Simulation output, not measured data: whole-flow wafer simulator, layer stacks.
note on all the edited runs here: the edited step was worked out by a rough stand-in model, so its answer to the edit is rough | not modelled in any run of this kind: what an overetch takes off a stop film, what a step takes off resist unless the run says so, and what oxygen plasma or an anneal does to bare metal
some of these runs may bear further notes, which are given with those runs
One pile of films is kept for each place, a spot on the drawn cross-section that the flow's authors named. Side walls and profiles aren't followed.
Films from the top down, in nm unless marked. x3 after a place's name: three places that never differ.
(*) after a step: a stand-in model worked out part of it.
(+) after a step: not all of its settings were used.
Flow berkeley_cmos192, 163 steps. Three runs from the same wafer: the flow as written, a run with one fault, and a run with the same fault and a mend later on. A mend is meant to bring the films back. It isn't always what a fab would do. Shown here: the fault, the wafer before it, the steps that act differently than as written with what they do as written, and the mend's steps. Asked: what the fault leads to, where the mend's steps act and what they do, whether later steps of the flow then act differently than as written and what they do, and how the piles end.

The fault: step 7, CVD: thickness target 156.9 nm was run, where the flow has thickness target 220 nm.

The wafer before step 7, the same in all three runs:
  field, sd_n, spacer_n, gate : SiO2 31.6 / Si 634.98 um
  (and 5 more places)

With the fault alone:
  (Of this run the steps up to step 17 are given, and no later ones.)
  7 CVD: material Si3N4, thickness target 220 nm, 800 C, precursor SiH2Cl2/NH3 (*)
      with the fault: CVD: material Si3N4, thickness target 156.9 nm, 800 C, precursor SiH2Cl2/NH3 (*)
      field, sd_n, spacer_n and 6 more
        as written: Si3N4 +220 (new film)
        with the fault: Si3N4 +156.9 (new film)
  Later steps of the flow that act differently than as written:
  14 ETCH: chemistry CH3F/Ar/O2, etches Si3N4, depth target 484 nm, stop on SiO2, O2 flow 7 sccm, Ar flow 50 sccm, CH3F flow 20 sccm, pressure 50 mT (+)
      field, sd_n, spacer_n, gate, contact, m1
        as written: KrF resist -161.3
        with the fault: KrF resist -119.3
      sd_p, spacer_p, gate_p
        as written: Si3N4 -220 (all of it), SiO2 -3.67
        with the fault: Si3N4 -156.9 (all of it), SiO2 -3.67
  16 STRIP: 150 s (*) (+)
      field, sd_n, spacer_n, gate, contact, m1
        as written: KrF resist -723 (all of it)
        with the fault: KrF resist -765.1 (all of it)
  After step 17 the piles differ from the flow's by more than 2% or 0.5 nm, whichever is larger, at field, sd_n, spacer_n, gate, contact, m1.
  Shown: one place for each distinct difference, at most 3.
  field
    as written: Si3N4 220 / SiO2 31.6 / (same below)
    with the fault: Si3N4 156.9 / SiO2 31.6 / (same below)

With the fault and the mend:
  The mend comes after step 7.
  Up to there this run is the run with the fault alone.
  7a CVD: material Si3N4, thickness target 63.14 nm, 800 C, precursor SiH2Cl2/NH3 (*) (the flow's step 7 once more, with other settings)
      field, sd_n, spacer_n and 6 more
        Si3N4 +63.1
  No later step of the flow acts differently than as written, at any place that is followed, by more than 2% or 0.5 nm, whichever is larger.
  At the end the piles are the same as the flow's at every place that both follow.
